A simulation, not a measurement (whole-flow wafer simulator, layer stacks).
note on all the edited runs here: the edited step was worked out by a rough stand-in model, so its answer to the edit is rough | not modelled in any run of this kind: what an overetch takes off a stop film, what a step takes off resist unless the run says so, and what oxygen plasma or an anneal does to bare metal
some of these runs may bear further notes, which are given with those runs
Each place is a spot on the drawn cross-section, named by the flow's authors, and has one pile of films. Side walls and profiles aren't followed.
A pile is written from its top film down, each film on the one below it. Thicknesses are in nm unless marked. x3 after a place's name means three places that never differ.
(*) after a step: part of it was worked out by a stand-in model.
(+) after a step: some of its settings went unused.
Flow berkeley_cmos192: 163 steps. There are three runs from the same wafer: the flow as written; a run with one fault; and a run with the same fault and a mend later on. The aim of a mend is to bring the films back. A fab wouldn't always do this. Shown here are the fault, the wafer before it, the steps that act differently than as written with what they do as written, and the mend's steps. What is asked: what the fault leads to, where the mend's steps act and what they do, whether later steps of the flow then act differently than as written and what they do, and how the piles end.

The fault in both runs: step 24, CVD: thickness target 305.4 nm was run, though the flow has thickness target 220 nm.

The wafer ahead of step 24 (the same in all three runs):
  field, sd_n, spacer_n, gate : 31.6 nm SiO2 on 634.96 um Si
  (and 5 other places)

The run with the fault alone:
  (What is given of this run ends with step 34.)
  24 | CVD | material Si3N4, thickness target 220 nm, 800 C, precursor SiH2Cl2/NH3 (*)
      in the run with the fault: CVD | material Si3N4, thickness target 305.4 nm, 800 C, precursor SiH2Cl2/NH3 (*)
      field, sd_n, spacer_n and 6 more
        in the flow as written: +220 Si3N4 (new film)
        in the run with the fault: +305.4 Si3N4 (new film)
  Later steps of the flow acting differently than as written:
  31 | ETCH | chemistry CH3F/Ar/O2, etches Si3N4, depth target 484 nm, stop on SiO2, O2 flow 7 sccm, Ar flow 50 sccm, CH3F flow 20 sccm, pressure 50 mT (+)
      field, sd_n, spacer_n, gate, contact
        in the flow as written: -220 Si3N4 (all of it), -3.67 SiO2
        in the run with the fault: -305.4 Si3N4 (all of it), -3.67 SiO2
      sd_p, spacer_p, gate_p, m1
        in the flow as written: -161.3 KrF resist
        in the run with the fault: -218.3 KrF resist
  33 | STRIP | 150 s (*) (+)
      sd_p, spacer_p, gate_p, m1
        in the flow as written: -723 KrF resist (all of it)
        in the run with the fault: -666.1 KrF resist (all of it)
  After step 34, at sd_p, spacer_p, gate_p, m1, the piles differ from the flow's by more than 2% or 0.5 nm, whichever is larger.
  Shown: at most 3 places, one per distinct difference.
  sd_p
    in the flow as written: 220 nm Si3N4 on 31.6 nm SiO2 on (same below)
    in the run with the fault: 305.4 nm Si3N4 on 31.6 nm SiO2 on (same below)

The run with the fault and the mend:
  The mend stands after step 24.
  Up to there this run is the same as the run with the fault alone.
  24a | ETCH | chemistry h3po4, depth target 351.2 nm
      field, sd_n, spacer_n and 6 more
        -305.4 Si3N4 (all of it)
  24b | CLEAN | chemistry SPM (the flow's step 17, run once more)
      alters no film at any place that is followed
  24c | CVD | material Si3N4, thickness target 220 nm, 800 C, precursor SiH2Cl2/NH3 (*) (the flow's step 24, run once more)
      field, sd_n, spacer_n and 6 more
        +220 Si3N4 (new film)
  Every later step of the flow that is run acts as written at every place that is followed.
  By the end, the piles equal the flow's at every place that both follow.
